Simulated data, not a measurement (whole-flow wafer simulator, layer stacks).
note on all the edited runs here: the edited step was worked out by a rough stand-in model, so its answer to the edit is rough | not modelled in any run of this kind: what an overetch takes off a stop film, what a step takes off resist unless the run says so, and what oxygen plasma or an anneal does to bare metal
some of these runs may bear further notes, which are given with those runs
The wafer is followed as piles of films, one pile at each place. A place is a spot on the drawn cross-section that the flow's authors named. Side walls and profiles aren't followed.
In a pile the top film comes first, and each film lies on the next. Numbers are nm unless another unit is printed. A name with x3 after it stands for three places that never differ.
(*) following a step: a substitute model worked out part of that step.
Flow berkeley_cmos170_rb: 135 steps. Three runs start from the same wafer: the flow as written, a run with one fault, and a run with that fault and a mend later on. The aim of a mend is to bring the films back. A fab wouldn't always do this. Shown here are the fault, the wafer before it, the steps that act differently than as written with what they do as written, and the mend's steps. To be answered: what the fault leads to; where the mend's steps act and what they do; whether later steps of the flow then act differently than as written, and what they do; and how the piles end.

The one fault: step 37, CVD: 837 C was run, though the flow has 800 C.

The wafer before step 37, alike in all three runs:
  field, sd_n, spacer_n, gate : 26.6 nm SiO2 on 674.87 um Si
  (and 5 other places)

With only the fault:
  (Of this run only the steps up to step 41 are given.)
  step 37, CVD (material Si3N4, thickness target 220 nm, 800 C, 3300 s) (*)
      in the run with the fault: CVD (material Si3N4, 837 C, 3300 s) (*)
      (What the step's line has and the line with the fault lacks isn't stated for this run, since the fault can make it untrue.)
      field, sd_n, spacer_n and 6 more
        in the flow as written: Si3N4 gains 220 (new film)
        in the run with the fault: Si3N4 gains 334 (new film)
  Every later step of the flow up to step 41 that is run acts as written at every place that is followed.
  After step 41, at field, sd_n, spacer_n and 6 more, the piles differ from the flow's by more than 2% or 0.5 nm, whichever is larger.
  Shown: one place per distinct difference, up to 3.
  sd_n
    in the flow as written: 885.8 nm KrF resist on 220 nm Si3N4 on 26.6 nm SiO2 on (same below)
    in the run with the fault: 885.8 nm KrF resist on 334 nm Si3N4 on 26.6 nm SiO2 on (same below)
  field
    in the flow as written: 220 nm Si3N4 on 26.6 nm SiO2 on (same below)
    in the run with the fault: 334 nm Si3N4 on 26.6 nm SiO2 on (same below)

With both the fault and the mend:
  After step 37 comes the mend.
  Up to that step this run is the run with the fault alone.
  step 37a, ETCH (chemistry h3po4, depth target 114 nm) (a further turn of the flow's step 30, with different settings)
      field, sd_n, spacer_n and 6 more
        Si3N4 loses 114
  Every later step of the flow that is run acts as written, at every place that is followed, to within 2% or 0.5 nm, whichever is larger.
  The piles end the same as the flow's at every place that both follow.
